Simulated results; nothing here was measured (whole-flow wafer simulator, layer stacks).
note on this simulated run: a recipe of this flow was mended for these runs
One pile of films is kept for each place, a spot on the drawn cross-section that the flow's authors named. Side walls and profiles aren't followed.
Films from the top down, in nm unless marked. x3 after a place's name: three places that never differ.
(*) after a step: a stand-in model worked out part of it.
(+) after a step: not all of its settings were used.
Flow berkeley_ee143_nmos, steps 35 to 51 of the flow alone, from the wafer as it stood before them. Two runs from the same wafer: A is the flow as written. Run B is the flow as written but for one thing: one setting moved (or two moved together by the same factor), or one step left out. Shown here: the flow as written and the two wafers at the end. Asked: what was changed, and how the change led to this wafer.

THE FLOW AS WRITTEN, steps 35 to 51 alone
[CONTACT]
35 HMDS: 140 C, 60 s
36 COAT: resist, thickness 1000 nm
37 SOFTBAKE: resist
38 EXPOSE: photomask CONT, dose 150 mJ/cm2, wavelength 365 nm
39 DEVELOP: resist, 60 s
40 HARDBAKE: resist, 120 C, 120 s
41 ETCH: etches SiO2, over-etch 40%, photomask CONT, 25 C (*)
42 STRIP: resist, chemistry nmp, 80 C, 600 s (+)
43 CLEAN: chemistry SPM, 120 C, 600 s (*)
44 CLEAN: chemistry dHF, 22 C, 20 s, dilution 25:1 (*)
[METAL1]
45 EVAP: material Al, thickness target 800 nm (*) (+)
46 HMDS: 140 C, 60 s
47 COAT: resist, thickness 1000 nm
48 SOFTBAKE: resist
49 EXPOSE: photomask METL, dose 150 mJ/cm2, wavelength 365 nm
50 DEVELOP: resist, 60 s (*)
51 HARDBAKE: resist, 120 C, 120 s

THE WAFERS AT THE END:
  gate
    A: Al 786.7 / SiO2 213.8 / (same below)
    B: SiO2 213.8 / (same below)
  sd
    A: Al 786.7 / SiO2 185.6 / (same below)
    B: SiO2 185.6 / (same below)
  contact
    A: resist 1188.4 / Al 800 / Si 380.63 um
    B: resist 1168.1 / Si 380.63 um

The cause: step 45, EVAP: material Al, thickness target 800 nm (*) (+), was left out.

How the change led to this, step by step:
  47 COAT: resist, thickness 1000 nm
      gate: A resist +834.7 (new film) | B resist +816.1 (new film)
      field: A resist +854.5 (new film) | B resist +833.8 (new film)
  50 DEVELOP: resist, 60 s (*)
      gate: A resist -834.7 (all of it), Al -13.3 | B resist -816.1 (all of it)
      sd: A resist -1161.3 (all of it), Al -13.3 | B resist -1143.8 (all of it)
      (and at 1 more place)
Counting metal films that touch as one body, gate has 0 bodies; the flow as written gives 1 body.
Counting metal films that touch as one body, sd has 0 bodies; the flow as written gives 1 body.
Counting metal films that touch as one body, contact has 0 bodies; the flow as written gives 1 body.
